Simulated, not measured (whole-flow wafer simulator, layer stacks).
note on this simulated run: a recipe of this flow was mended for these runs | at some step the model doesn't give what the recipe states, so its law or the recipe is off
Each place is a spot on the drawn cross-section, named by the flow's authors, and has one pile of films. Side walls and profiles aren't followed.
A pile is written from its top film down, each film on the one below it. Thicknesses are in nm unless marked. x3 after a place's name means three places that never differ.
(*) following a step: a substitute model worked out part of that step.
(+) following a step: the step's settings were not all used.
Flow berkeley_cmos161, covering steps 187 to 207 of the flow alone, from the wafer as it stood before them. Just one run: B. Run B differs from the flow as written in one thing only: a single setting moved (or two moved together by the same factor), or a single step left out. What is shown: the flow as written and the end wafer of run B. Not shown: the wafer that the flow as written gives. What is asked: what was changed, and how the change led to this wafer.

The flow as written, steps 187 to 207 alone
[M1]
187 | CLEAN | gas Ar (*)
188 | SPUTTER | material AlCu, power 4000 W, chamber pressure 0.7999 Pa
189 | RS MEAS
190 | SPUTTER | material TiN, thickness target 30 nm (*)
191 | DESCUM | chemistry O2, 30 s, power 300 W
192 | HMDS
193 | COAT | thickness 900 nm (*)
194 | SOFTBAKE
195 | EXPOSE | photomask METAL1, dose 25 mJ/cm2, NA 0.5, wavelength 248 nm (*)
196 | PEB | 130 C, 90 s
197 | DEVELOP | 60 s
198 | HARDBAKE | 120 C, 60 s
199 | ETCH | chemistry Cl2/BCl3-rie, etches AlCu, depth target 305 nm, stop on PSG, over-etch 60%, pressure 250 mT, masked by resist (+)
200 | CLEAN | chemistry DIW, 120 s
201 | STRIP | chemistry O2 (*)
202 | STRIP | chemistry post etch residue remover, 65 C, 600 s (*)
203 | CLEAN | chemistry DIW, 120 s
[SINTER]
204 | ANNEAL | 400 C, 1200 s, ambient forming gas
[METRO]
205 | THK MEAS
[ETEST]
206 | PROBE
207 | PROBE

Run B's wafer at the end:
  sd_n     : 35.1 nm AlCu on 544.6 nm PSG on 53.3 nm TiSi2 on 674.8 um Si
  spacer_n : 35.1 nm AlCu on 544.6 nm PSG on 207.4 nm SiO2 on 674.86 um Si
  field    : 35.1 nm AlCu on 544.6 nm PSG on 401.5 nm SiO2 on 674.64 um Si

What caused this: step 199, ETCH: depth target 168 nm was run, whereas the flow has depth target 305 nm.

Step by step, how the change led to this:
  199 | ETCH | chemistry Cl2/BCl3-rie, etches AlCu, depth target 305 nm, stop on PSG, over-etch 60%, pressure 250 mT, masked by resist (+)
      field, sd_n, spacer_n, gate_n, spacer_p, gate_p: TiN loses 30 (all of it), AlCu loses 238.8 (as written it would have been: TiN loses 30 (all of it), AlCu loses 275.8 (all of it), PSG loses 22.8)
      contact, m1: KrF-resist loses 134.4 (as written it would have been: KrF-resist loses 244)
      (as well as at 1 more place)
  201 | STRIP | chemistry O2 (*)
      contact: KrF-resist loses 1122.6 (all of it) (as written it would have been: KrF-resist loses 1013 (all of it))
      m1: KrF-resist loses 647.1 (all of it) (as written it would have been: KrF-resist loses 537.5 (all of it))
  202 | STRIP | chemistry post etch residue remover, 65 C, 600 s (*)
      field, sd_n, spacer_n, gate_n, spacer_p, gate_p: AlCu loses 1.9 (as written it would have been: nothing)
With metal films that touch counted as one body, sd_n has 1 body; the flow as written gives 0 bodies.
With metal films that touch counted as one body, spacer_n has 1 body; the flow as written gives 0 bodies.
With metal films that touch counted as one body, field has 1 body; the flow as written gives 0 bodies.
